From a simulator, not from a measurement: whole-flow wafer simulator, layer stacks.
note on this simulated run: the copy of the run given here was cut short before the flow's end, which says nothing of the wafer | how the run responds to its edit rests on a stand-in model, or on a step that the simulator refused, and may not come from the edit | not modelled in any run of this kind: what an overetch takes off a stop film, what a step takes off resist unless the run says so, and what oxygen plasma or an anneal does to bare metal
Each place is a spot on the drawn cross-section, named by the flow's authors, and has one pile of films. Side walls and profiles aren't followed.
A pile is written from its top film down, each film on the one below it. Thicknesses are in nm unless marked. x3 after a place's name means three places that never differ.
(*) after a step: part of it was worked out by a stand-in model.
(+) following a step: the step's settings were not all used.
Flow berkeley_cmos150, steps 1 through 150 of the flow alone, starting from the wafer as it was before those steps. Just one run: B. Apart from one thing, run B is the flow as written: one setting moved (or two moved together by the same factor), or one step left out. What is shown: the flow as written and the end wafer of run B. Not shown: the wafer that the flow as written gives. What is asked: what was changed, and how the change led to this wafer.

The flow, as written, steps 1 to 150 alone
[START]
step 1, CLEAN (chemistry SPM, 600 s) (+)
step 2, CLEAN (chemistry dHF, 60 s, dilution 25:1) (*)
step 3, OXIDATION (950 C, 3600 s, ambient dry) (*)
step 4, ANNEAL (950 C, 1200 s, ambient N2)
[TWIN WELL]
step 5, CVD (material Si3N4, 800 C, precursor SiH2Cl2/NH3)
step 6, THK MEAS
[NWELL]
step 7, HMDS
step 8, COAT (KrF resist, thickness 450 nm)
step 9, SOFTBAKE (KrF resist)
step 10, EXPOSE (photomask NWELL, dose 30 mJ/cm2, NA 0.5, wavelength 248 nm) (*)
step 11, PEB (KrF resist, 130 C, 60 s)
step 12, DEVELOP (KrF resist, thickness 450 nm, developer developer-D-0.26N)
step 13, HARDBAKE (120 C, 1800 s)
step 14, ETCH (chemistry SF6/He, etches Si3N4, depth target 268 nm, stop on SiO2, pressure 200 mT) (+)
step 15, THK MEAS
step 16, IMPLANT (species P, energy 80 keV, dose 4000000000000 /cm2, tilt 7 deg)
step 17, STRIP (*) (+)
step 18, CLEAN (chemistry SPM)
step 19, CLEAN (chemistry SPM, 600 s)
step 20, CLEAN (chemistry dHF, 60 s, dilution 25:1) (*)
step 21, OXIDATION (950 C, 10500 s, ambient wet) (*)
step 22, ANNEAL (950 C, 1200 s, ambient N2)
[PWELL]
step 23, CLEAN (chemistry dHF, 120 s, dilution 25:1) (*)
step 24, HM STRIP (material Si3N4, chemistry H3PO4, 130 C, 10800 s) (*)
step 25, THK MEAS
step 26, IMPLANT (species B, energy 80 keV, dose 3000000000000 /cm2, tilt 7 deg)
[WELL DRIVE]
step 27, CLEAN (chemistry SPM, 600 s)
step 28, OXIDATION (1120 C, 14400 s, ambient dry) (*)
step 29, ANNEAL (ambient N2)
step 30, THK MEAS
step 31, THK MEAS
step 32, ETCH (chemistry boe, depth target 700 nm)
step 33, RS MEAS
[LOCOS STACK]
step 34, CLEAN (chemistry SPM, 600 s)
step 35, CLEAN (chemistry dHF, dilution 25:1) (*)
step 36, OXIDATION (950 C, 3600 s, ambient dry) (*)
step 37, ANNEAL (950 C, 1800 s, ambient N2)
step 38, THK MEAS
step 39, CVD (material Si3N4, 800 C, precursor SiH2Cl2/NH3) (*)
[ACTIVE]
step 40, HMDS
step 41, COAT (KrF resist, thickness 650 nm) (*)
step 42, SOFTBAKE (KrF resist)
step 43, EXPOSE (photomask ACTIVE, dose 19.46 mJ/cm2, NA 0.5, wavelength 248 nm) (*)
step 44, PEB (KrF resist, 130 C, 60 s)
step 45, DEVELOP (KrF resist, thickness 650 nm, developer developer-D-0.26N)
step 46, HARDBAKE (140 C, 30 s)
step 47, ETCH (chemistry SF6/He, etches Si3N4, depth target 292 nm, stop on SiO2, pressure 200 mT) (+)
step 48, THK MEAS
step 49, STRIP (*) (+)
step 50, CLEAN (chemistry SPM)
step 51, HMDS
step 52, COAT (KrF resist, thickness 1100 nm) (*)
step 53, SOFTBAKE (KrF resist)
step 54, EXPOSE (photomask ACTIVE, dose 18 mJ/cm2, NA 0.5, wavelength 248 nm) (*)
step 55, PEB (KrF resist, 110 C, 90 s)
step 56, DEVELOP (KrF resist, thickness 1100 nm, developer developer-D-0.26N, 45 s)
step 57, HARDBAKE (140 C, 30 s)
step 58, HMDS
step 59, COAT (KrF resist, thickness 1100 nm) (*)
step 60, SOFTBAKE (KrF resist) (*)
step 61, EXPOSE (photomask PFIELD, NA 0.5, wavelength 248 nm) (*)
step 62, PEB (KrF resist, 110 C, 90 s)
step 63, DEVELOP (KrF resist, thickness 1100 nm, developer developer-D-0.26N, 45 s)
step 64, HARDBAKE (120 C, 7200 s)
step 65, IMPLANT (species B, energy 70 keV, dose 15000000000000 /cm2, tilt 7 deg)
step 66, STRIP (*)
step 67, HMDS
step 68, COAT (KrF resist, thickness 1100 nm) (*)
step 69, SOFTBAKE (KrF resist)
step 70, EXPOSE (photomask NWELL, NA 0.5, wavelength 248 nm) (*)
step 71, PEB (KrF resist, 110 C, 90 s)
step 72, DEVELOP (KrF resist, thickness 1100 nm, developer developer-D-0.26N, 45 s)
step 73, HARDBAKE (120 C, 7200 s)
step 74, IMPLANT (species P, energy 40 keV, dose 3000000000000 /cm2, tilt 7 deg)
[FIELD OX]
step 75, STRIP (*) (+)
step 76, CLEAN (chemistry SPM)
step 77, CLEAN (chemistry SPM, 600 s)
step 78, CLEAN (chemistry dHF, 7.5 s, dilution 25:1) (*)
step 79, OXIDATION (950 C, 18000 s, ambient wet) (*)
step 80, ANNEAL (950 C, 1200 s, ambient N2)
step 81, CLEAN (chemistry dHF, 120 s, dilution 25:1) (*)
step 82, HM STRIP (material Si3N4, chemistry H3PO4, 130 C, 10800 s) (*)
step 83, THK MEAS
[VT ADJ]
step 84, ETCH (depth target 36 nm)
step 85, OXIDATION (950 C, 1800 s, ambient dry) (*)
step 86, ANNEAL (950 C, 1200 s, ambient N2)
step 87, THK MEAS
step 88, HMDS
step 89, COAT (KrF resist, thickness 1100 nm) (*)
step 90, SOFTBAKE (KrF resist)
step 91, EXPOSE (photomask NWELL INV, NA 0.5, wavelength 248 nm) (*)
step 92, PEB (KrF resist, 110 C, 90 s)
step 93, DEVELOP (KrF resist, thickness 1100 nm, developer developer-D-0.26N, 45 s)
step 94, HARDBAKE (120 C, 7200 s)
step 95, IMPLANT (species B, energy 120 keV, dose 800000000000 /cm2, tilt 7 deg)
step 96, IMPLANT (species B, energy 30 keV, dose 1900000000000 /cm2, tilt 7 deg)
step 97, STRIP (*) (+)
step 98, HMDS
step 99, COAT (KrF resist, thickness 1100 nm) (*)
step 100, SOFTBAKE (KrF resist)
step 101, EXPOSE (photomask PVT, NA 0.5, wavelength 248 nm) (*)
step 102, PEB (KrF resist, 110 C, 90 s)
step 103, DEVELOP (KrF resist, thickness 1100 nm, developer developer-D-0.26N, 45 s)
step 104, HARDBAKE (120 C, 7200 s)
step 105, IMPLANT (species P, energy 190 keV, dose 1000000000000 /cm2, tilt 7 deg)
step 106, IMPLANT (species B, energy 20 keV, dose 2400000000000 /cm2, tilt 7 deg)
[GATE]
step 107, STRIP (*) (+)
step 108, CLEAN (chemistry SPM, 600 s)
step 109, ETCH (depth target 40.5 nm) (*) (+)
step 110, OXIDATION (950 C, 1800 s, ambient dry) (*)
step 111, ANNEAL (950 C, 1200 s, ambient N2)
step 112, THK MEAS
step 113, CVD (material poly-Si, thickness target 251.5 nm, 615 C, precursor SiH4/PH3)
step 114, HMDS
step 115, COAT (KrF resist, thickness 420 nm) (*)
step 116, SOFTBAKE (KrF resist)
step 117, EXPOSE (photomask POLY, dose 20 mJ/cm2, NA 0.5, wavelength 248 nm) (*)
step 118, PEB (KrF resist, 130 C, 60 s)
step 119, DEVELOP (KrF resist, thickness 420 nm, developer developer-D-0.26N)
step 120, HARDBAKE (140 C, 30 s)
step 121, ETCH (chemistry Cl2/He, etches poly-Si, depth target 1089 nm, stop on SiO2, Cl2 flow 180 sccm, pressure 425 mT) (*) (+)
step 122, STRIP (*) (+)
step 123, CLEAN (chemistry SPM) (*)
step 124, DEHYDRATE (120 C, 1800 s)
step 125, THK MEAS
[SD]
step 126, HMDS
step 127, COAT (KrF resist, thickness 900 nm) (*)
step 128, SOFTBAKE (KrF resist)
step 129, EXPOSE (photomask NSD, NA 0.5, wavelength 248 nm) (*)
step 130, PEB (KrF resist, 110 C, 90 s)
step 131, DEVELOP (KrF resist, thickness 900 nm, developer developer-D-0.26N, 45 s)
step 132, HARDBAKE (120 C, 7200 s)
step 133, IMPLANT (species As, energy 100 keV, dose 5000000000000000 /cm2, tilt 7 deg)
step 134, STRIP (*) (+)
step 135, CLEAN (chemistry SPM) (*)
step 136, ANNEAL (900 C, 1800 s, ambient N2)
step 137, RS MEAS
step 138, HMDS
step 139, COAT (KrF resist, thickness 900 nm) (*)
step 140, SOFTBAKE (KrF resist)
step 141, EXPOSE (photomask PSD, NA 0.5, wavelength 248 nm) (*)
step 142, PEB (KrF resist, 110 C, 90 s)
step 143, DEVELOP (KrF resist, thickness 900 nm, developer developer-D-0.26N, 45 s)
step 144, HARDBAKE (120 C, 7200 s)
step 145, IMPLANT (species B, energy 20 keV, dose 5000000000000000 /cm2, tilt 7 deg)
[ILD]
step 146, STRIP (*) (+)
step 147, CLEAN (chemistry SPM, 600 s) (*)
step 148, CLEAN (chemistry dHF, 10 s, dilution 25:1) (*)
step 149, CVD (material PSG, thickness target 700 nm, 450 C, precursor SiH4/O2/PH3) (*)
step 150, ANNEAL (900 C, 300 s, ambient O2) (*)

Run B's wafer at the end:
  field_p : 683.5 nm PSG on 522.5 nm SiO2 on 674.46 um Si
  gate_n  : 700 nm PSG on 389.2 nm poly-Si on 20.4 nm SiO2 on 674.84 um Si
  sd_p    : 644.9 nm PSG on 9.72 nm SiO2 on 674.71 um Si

What caused this: step 113, CVD: thickness target 389.8 nm was run, while the flow as written has thickness target 251.5 nm.

How this came from the change, step by step:
  step 113, CVD (material poly-Si, thickness target 251.5 nm, 615 C, precursor SiH4/PH3)
      field, field_p, sd_n, gate_n, sd_p, gate_p, contact, m1: poly-Si gains 389.8 (new film) (in the flow as written it would be: poly-Si gains 251.5 (new film))
  step 121, ETCH (chemistry Cl2/He, etches poly-Si, depth target 1089 nm, stop on SiO2, Cl2 flow 180 sccm, pressure 425 mT) (*) (+)
      field, field_p, sd_n, sd_p, contact, m1: poly-Si loses 389.8 (all of it), SiO2 loses 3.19 (in the flow as written it would be: poly-Si loses 251.5 (all of it), SiO2 loses 3.19)
      gate_n, gate_p: KrF resist loses 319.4 (in the flow as written it would be: KrF resist loses 220.6)
  step 122, STRIP (*) (+)
      gate_n: chemical SiO2 gains 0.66 (new film), KrF resist loses 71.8 (all of it), poly-Si loses 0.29 (in the flow as written it would be: chemical SiO2 gains 0.57 (new film), KrF resist loses 169.8 (all of it), poly-Si loses 0.25)
      gate_p: chemical SiO2 gains 0.66 (new film), KrF resist loses 108.1 (all of it), poly-Si loses 0.29 (in the flow as written it would be: chemical SiO2 gains 0.57 (new film), KrF resist loses 206.4 (all of it), poly-Si loses 0.25)
  step 127, COAT (KrF resist, thickness 900 nm) (*)
      gate_n: KrF resist gains 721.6 (new film) (in the flow as written it would be: KrF resist gains 819.9 (new film))
      gate_p: KrF resist gains 789.2 (new film) (in the flow as written it would be: KrF resist gains 888.9 (new film))
  step 130, PEB (KrF resist, 110 C, 90 s)
      gate_n: KrF resist loses 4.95 (in the flow as written it would be: KrF resist loses 5.64)
      gate_p: KrF resist loses 5.42 (in the flow as written it would be: KrF resist loses 6.13)
  step 131, DEVELOP (KrF resist, thickness 900 nm, developer developer-D-0.26N, 45 s)
      gate_n: KrF resist loses 716.6 (all of it) (in the flow as written it would be: KrF resist loses 814.3 (all of it))
  step 132, HARDBAKE (120 C, 7200 s)
      gate_p: KrF resist loses 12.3 (in the flow as written it would be: KrF resist loses 14)
  step 134, STRIP (*) (+)
      gate_p: KrF resist loses 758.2 (all of it), chemical SiO2 gains 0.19 (in the flow as written it would be: KrF resist loses 855.5 (all of it), chemical SiO2 gains 0.18)
  step 139, COAT (KrF resist, thickness 900 nm) (*)
      gate_n: KrF resist gains 721.4 (new film) (in the flow as written it would be: KrF resist gains 819.8 (new film))
      gate_p: KrF resist gains 789.1 (new film) (in the flow as written it would be: KrF resist gains 888.9 (new film))
  step 142, PEB (KrF resist, 110 C, 90 s)
      gate_n: KrF resist loses 4.95 (in the flow as written it would be: KrF resist loses 5.64)
      gate_p: KrF resist loses 5.42 (in the flow as written it would be: KrF resist loses 6.12)
  step 143, DEVELOP (KrF resist, thickness 900 nm, developer developer-D-0.26N, 45 s)
      gate_p: KrF resist loses 783.7 (all of it) (in the flow as written it would be: KrF resist loses 882.7 (all of it))
  step 144, HARDBAKE (120 C, 7200 s)
      gate_n: KrF resist loses 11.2 (in the flow as written it would be: KrF resist loses 12.8)
  step 146, STRIP (*) (+)
      gate_n: KrF resist loses 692 (all of it), chemical SiO2 gains 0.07, poly-Si loses 0.03 (in the flow as written it would be: KrF resist loses 788 (all of it), chemical SiO2 gains 0.07, poly-Si loses 0.03)
  step 149, CVD (material PSG, thickness target 700 nm, 450 C, precursor SiH4/O2/PH3) (*)
      field_p: PSG gains 683.5 (new film) (in the flow as written it would be: PSG gains 700 (new film))
